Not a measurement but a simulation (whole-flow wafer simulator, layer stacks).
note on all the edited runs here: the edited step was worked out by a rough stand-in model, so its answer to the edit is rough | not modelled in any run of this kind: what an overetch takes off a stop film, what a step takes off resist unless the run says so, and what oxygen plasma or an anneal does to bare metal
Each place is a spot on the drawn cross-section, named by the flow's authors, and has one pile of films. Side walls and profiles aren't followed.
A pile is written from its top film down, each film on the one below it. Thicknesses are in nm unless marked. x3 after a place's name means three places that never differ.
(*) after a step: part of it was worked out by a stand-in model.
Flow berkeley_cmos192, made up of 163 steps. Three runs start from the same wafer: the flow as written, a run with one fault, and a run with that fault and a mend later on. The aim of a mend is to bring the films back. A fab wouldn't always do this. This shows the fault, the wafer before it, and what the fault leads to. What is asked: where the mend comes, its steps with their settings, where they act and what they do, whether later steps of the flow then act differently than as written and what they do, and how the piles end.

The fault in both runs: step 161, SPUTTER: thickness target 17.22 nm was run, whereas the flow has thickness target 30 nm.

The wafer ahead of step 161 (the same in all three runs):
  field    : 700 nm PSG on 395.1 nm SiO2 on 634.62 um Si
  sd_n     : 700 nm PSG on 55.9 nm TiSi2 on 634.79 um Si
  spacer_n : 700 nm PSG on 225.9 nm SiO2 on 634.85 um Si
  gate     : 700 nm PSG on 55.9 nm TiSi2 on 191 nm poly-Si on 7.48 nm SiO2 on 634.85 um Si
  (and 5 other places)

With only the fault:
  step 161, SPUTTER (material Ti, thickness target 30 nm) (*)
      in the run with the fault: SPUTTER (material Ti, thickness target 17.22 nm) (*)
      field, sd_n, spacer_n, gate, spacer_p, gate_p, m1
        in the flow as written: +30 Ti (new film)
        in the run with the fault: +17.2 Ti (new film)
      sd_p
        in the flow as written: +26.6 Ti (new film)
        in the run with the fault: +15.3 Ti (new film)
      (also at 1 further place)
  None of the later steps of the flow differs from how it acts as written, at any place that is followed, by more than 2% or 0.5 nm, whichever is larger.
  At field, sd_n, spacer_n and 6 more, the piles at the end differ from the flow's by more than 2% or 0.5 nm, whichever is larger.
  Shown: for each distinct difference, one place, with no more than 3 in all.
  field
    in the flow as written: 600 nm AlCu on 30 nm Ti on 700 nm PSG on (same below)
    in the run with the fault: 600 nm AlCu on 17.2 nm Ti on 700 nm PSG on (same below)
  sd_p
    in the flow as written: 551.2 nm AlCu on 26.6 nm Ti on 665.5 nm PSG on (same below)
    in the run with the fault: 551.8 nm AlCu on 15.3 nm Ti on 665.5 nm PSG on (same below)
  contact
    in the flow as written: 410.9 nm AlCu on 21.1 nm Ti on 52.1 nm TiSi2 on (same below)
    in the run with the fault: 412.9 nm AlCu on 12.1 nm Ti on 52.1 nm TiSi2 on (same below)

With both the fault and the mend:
  After step 161 comes the mend.
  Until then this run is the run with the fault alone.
  step 161a, ETCH (chemistry piranha, etches Ti, 120 C, 30 s) (a further turn of the flow's step 148, with different settings)
      field, sd_n, spacer_n, gate, spacer_p, gate_p, m1
        -17.2 Ti (all of it)
      sd_p
        -15.3 Ti (all of it)
      contact
        -12.1 Ti (all of it), -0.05 TiSi2
  step 161b, SPUTTER (material Ti, thickness target 30 nm) (*) (a further turn of the flow's step 161)
      field, sd_n, spacer_n, gate, spacer_p, gate_p, m1
        +30 Ti (new film)
      sd_p
        +26.6 Ti (new film)
      contact
        +21.1 Ti (new film)
  None of the later steps of the flow acts differently than as written at any place that is followed.
  At the end the piles are close to the flow's at the places that both follow, differing by at most 2% or 0.5 nm, whichever is larger.
